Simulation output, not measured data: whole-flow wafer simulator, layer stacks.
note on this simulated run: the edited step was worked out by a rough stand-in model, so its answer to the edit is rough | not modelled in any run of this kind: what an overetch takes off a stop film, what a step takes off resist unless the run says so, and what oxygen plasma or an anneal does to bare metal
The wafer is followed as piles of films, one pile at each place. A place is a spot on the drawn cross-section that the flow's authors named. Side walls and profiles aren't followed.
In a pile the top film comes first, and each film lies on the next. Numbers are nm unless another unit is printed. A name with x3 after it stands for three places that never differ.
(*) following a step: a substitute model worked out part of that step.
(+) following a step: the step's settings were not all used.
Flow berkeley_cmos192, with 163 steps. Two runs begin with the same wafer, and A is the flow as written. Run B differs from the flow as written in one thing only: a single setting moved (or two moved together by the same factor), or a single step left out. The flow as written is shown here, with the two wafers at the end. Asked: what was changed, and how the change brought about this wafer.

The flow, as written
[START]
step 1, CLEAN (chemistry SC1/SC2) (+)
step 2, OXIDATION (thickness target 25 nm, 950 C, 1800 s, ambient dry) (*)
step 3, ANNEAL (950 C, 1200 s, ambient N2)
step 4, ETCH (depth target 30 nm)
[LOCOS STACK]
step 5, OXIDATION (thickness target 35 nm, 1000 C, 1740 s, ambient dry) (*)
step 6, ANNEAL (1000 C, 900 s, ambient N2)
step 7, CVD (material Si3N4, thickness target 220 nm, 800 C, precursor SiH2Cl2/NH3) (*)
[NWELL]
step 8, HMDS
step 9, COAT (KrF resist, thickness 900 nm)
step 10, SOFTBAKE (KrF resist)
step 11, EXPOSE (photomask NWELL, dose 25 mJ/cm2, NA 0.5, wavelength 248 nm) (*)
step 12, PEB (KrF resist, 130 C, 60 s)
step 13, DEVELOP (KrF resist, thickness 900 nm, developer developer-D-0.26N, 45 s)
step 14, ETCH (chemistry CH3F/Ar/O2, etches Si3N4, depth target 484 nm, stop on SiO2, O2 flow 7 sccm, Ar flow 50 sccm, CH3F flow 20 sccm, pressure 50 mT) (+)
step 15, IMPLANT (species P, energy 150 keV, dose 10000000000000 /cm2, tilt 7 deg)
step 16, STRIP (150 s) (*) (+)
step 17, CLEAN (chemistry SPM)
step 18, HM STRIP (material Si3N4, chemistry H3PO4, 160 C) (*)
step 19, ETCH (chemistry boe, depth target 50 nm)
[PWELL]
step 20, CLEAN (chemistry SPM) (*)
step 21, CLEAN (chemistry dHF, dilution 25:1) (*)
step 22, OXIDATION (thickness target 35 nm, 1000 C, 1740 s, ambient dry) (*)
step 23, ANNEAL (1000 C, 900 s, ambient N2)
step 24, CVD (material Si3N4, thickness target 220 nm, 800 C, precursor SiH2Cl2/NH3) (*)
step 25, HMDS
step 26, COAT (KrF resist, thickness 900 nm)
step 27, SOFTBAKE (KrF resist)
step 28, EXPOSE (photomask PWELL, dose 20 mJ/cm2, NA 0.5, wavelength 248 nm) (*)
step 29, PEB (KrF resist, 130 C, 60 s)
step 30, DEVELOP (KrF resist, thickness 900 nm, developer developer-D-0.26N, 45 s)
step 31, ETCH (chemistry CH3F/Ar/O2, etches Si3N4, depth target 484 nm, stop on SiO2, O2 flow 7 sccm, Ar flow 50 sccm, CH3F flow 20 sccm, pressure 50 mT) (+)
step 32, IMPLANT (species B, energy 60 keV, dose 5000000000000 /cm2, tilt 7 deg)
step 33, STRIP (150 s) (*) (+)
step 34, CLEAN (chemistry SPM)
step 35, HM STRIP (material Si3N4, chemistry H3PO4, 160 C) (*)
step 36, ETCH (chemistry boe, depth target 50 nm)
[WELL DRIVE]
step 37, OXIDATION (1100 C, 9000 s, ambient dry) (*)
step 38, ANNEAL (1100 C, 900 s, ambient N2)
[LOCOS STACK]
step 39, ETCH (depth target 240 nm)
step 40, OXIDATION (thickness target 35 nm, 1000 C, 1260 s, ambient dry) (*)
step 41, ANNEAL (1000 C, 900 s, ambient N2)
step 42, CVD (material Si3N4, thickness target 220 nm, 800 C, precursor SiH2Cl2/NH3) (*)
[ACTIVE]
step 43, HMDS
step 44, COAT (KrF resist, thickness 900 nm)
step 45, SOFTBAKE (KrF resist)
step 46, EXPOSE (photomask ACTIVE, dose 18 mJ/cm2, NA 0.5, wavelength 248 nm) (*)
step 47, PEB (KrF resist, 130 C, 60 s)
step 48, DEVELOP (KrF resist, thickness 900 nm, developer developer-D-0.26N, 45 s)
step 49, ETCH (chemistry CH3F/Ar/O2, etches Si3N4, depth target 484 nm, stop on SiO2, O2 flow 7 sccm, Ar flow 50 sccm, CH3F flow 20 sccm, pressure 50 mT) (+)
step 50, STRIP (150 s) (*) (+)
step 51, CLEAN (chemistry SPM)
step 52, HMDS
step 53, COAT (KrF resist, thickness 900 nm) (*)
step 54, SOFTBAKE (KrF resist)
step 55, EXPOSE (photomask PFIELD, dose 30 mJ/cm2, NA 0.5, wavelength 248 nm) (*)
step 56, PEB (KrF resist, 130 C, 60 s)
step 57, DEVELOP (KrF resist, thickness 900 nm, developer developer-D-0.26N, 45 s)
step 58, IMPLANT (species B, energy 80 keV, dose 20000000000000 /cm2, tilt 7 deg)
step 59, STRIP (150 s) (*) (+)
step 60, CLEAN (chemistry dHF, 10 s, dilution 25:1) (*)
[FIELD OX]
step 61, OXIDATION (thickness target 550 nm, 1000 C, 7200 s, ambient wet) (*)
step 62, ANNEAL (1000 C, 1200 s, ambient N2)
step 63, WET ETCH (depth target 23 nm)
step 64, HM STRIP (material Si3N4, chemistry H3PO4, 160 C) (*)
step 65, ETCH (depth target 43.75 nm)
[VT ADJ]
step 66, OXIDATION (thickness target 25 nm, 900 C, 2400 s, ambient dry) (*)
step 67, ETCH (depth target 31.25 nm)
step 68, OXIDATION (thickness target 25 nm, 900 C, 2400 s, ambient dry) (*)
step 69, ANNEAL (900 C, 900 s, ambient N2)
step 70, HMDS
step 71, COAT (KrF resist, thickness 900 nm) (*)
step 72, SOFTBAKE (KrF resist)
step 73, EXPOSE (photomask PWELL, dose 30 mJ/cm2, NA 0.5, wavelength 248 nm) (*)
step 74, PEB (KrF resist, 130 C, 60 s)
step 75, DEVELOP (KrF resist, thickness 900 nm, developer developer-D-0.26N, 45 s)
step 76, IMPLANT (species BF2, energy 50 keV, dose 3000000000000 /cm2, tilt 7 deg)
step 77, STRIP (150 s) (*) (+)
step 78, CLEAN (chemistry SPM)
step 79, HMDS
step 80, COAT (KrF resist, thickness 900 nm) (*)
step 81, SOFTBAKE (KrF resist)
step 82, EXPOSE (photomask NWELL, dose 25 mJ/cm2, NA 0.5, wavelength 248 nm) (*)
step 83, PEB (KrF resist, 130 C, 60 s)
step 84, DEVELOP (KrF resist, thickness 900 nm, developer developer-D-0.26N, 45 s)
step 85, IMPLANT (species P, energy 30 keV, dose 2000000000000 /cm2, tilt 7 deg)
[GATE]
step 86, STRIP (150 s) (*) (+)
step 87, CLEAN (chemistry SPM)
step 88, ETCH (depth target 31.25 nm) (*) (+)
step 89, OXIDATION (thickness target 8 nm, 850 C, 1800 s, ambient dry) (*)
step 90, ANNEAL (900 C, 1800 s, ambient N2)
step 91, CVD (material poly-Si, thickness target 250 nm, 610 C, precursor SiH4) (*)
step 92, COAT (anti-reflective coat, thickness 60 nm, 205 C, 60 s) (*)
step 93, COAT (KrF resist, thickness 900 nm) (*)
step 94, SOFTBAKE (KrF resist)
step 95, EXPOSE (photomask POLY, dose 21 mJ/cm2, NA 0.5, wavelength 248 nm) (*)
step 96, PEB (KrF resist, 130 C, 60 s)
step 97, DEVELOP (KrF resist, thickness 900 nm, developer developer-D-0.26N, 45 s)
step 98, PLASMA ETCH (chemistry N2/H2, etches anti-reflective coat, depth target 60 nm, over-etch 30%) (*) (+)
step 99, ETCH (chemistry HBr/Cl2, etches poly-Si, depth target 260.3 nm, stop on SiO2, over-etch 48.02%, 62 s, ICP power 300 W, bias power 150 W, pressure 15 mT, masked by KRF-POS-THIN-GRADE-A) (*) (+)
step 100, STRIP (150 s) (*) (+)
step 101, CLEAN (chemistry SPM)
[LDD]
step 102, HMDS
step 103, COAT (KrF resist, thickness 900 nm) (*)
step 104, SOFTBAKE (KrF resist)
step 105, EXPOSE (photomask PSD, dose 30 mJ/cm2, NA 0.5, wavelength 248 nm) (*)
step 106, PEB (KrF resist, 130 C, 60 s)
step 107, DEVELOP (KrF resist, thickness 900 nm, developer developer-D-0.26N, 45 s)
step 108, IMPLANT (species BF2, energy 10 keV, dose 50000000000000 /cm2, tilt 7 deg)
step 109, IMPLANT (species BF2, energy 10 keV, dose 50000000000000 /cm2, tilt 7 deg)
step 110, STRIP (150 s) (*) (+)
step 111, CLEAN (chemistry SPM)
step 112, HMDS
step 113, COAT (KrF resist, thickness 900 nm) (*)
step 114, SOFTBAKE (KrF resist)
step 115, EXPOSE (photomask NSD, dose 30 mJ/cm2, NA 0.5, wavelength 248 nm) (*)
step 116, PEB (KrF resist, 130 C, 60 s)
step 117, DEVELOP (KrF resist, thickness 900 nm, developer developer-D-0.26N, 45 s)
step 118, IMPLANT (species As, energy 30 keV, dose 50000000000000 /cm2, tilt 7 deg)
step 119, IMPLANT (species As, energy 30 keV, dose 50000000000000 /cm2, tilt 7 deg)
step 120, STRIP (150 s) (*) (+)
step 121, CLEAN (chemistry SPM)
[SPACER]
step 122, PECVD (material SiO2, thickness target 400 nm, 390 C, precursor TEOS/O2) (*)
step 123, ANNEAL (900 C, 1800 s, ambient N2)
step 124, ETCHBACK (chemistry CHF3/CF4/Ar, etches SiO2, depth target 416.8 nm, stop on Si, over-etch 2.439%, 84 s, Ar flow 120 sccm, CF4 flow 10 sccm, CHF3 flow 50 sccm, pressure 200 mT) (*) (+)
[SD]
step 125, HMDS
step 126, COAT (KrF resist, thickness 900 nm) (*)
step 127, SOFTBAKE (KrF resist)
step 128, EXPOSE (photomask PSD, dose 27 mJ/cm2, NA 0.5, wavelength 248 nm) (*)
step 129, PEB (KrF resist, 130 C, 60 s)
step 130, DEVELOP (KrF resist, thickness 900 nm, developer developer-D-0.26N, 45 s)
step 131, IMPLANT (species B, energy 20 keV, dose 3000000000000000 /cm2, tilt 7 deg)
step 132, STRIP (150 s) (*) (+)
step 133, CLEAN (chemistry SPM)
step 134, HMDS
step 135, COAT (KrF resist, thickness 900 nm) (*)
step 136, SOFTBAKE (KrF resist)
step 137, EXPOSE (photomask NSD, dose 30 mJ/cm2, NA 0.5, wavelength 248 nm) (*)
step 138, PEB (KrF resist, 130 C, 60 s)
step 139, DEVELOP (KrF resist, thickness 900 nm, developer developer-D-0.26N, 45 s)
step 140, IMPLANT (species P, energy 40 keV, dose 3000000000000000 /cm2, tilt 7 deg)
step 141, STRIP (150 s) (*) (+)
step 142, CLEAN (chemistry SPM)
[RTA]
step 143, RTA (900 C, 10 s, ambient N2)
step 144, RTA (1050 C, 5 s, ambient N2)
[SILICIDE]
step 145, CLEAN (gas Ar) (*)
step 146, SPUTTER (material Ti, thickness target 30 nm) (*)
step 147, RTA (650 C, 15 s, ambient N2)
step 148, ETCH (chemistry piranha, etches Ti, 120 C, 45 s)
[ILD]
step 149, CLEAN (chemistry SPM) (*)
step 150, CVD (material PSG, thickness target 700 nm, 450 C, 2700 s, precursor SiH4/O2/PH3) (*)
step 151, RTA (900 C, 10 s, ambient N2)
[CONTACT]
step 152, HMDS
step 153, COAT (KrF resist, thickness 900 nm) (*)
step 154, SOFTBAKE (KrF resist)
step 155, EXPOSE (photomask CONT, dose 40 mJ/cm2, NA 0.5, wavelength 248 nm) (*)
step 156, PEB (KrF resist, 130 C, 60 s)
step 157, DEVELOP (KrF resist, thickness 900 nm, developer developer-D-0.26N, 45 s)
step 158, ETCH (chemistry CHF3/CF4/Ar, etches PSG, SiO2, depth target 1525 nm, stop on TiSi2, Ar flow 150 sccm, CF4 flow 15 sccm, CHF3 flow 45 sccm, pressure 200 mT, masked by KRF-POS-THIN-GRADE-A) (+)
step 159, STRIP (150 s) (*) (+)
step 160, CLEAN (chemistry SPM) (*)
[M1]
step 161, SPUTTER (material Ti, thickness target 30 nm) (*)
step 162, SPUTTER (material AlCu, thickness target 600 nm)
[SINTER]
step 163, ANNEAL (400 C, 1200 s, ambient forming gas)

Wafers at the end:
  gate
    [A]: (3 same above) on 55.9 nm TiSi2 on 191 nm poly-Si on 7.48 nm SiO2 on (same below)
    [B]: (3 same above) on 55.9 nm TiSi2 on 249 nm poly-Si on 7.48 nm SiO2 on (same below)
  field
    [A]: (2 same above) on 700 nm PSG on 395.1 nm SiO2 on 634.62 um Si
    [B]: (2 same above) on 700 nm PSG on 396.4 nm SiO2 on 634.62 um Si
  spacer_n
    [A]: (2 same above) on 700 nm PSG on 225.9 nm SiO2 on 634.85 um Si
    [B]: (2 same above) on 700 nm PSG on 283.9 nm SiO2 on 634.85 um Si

What caused this: step 91, CVD: thickness target 308 nm was run, while the flow as written has thickness target 250 nm.

Step by step, how the change led to this:
  step 91, CVD (material poly-Si, thickness target 250 nm, 610 C, precursor SiH4) (*)
      field, sd_n, spacer_n and 6 more: A poly-Si gains 250 (new film) | B poly-Si gains 308 (new film)
  step 92, COAT (anti-reflective coat, thickness 60 nm, 205 C, 60 s) (*)
      field: A anti-reflective coat gains 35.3 (new film) | B anti-reflective coat gains 36.2 (new film)
      contact: A anti-reflective coat gains 54 (new film) | B anti-reflective coat gains 55.3 (new film)
  step 98, PLASMA ETCH (chemistry N2/H2, etches anti-reflective coat, depth target 60 nm, over-etch 30%) (*) (+)
      field: A anti-reflective coat loses 35.3 (all of it), poly-Si loses 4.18 | B anti-reflective coat loses 36.2 (all of it), poly-Si loses 4.24
      contact: A anti-reflective coat loses 54 (all of it), poly-Si loses 3.7 | B anti-reflective coat loses 55.3 (all of it), poly-Si loses 3.75
  step 99, ETCH (chemistry HBr/Cl2, etches poly-Si, depth target 260.3 nm, stop on SiO2, over-etch 48.02%, 62 s, ICP power 300 W, bias power 150 W, pressure 15 mT, masked by KRF-POS-THIN-GRADE-A) (*) (+)
      spacer_n, spacer_p: A poly-Si loses 245.8 (all of it), SiO2 loses 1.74 | B poly-Si loses 303.7 (all of it), SiO2 loses 0.41
      field: A poly-Si loses 245.8 (all of it), SiO2 loses 1.74 | B poly-Si loses 303.8 (all of it), SiO2 loses 0.41
      (and at 4 other places as well)
  step 103, COAT (KrF resist, thickness 900 nm) (*)
      gate: A KrF resist gains 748 (new film) | B KrF resist gains 699.4 (new film)
      gate_p: A KrF resist gains 744.1 (new film) | B KrF resist gains 695.5 (new film)
  step 107, DEVELOP (KrF resist, thickness 900 nm, developer developer-D-0.26N, 45 s)
      gate_p: A KrF resist loses 742.9 (all of it) | B KrF resist loses 694.4 (all of it)
  step 110, STRIP (150 s) (*) (+)
      gate: A KrF resist loses 732.7 (all of it), chemical SiO2 gains 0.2, poly-Si loses 0.09 | B KrF resist loses 684.1 (all of it), chemical SiO2 gains 0.2, poly-Si loses 0.09
  step 113, COAT (KrF resist, thickness 900 nm) (*)
      gate: A KrF resist gains 747.9 (new film) | B KrF resist gains 699.3 (new film)
      gate_p: A KrF resist gains 743.9 (new film) | B KrF resist gains 695.4 (new film)
  step 117, DEVELOP (KrF resist, thickness 900 nm, developer developer-D-0.26N, 45 s)
      gate: A KrF resist loses 746.8 (all of it) | B KrF resist loses 698.3 (all of it)
  step 120, STRIP (150 s) (*) (+)
      gate_p: A KrF resist loses 728.6 (all of it), chemical SiO2 gains 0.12, poly-Si loses 0.05 | B KrF resist loses 680.1 (all of it), chemical SiO2 gains 0.12, poly-Si loses 0.05
  step 124, ETCHBACK (chemistry CHF3/CF4/Ar, etches SiO2, depth target 416.8 nm, stop on Si, over-etch 2.439%, 84 s, Ar flow 120 sccm, CF4 flow 10 sccm, CHF3 flow 50 sccm, pressure 200 mT) (*) (+)
      spacer_n: A SiO2 loses 160 | B SiO2 loses 103.3
      spacer_p: A SiO2 loses 159.9 | B SiO2 loses 103.2
  step 126, COAT (KrF resist, thickness 900 nm) (*)
      spacer_n: A KrF resist gains 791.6 (new film) | B KrF resist gains 749.1 (new film)
      gate: A KrF resist gains 771.5 (new film) | B KrF resist gains 730 (new film)
      (and at 2 other places as well)
  step 130, DEVELOP (KrF resist, thickness 900 nm, developer developer-D-0.26N, 45 s)
      spacer_p: A KrF resist loses 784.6 (all of it) | B KrF resist loses 742.3 (all of it)
      gate_p: A KrF resist loses 764.3 (all of it) | B KrF resist loses 723 (all of it)
  step 132, STRIP (150 s) (*) (+)
      spacer_n: A KrF resist loses 776.1 (all of it) | B KrF resist loses 733.7 (all of it)
      gate: A chemical SiO2 gains 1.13 (new film), KrF resist loses 756.1 (all of it), poly-Si loses 0.5 | B chemical SiO2 gains 1.13 (new film), KrF resist loses 714.7 (all of it), poly-Si loses 0.5
  step 135, COAT (KrF resist, thickness 900 nm) (*)
      spacer_n: A KrF resist gains 791.1 (new film) | B KrF resist gains 749.4 (new film)
      gate: A KrF resist gains 770.3 (new film) | B KrF resist gains 729.6 (new film)
      (and at 2 other places as well)
  step 139, DEVELOP (KrF resist, thickness 900 nm, developer developer-D-0.26N, 45 s)
      spacer_n: A KrF resist loses 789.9 (all of it) | B KrF resist loses 748.2 (all of it)
      gate: A KrF resist loses 769.1 (all of it) | B KrF resist loses 728.5 (all of it)
  ... another 2 steps ...
  step 159, STRIP (150 s) (*) (+)
      spacer_n: A KrF resist loses 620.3 (all of it) | B KrF resist loses 588.7 (all of it)
      gate: A KrF resist loses 600.1 (all of it) | B KrF resist loses 572.2 (all of it)
      (and at 2 other places as well)
